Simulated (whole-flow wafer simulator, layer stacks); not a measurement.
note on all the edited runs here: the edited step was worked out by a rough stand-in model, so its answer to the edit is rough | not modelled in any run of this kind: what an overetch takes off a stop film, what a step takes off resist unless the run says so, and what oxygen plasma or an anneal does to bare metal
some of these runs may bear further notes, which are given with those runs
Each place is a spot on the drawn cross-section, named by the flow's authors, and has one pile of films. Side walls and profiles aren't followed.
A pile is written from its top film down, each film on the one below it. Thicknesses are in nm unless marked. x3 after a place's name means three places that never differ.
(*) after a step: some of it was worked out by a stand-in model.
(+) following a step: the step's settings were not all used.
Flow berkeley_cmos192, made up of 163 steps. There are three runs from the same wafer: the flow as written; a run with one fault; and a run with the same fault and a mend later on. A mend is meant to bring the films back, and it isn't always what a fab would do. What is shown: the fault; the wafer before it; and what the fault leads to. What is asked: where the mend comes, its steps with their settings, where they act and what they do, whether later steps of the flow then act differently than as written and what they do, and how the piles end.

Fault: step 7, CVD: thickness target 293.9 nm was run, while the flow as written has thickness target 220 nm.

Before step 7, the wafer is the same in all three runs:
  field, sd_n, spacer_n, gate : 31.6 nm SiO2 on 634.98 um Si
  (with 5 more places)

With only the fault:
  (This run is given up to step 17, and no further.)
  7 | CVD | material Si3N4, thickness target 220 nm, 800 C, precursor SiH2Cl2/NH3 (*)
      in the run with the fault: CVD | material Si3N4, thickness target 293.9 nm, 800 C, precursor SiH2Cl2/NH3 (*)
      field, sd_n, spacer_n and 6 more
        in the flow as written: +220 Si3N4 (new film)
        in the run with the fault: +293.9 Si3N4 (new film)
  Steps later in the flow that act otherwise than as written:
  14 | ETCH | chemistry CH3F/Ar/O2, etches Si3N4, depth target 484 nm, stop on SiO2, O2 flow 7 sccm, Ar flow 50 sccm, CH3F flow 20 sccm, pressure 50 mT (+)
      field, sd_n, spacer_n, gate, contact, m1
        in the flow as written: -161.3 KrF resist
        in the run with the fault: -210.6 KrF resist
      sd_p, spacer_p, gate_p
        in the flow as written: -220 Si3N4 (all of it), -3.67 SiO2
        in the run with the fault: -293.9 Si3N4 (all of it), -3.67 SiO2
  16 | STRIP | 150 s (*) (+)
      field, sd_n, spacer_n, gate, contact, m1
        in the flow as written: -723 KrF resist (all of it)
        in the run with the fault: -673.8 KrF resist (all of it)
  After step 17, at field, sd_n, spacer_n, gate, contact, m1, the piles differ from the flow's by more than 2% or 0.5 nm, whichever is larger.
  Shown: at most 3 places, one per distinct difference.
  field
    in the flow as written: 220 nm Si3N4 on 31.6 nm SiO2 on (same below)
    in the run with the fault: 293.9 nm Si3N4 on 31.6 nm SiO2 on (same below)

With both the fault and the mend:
  The mend follows step 7.
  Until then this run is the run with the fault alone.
  7a | ETCH | chemistry h3po4, depth target 73.9 nm
      field, sd_n, spacer_n and 6 more
        -73.9 Si3N4
  None of the later steps of the flow acts differently than as written at any place that is followed.
  At every place that both follow, the piles at the end match the flow's.
